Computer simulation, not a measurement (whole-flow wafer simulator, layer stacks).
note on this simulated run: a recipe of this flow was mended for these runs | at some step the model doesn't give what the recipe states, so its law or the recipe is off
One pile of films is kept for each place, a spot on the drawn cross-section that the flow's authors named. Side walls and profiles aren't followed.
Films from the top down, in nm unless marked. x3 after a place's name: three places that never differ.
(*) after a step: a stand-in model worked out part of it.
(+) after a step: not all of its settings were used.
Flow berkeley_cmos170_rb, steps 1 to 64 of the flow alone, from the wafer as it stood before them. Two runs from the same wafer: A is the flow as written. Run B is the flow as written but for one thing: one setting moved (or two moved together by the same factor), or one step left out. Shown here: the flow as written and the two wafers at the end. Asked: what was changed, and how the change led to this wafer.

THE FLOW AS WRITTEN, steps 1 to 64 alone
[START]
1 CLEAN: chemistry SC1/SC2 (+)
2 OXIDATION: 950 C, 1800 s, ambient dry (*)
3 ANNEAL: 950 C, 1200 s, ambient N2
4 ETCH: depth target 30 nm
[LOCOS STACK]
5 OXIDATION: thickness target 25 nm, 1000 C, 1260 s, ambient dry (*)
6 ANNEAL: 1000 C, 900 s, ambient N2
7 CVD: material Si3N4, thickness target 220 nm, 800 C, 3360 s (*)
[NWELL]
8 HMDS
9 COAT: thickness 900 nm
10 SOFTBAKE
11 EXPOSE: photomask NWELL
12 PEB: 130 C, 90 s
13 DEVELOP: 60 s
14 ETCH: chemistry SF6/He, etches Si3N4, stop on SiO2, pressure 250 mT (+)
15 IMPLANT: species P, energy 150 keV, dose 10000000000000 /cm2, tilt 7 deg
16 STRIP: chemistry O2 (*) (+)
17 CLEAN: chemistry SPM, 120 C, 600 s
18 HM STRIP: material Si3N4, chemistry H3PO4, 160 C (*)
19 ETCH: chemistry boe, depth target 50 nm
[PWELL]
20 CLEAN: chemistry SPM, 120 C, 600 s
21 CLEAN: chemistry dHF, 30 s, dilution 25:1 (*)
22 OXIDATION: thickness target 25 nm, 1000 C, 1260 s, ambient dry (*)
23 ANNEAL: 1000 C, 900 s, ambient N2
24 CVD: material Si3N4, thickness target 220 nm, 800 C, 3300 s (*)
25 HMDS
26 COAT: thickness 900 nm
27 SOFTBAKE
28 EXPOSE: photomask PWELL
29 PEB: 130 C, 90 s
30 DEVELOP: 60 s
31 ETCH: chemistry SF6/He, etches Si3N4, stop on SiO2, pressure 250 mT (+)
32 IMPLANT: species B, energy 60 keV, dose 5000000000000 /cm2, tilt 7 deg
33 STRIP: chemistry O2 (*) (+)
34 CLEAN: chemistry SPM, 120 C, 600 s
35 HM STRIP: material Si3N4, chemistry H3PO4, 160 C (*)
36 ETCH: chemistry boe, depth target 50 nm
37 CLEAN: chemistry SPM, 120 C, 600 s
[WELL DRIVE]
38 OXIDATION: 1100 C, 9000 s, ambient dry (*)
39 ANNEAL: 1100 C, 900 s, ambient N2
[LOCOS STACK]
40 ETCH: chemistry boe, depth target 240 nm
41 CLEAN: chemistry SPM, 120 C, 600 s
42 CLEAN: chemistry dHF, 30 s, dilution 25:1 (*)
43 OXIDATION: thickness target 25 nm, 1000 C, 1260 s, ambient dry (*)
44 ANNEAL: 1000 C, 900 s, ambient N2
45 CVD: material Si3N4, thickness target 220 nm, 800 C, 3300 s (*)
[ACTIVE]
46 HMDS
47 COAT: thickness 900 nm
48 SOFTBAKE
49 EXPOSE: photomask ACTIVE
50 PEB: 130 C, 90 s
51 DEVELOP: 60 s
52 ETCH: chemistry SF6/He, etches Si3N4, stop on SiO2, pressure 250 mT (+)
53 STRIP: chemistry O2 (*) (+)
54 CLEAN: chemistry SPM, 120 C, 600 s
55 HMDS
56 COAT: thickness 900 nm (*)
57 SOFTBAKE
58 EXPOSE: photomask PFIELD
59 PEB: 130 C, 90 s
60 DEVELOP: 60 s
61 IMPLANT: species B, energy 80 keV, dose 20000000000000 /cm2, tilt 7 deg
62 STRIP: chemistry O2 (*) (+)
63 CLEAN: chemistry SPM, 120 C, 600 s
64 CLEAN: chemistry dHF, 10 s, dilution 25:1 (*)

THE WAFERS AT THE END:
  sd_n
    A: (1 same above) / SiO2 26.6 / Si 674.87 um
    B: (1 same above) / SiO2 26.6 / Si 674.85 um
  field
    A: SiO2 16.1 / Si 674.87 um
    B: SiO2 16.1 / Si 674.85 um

The cause: step 2, OXIDATION: 1092 C was run, where the flow has 950 C.

How the change led to this, step by step:
  2 OXIDATION: 950 C, 1800 s, ambient dry (*)
      field, sd_n, spacer_n and 6 more: A SiO2 +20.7 (new film), chemical SiO2 -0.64 (all of it), Si -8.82 | B SiO2 +70.3 (new film), chemical SiO2 -0.64 (all of it), Si -30.6
  4 ETCH: depth target 30 nm
      field, sd_n, spacer_n and 6 more: A SiO2 -20.7 (all of it) | B SiO2 -30
  5 OXIDATION: thickness target 25 nm, 1000 C, 1260 s, ambient dry (*)
      field, sd_n, spacer_n and 6 more: A SiO2 +26.6 (new film), Si -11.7 | B SiO2 +11.8, Si -5.21
  19 ETCH: chemistry boe, depth target 50 nm
      field, sd_n, spacer_n, gate, contact, m1: A SiO2 -23.1 (all of it) | B SiO2 -48.7 (all of it)
      sd_p, spacer_p, gate_p: A SiO2 -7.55 (all of it) | B SiO2 -33.1 (all of it)
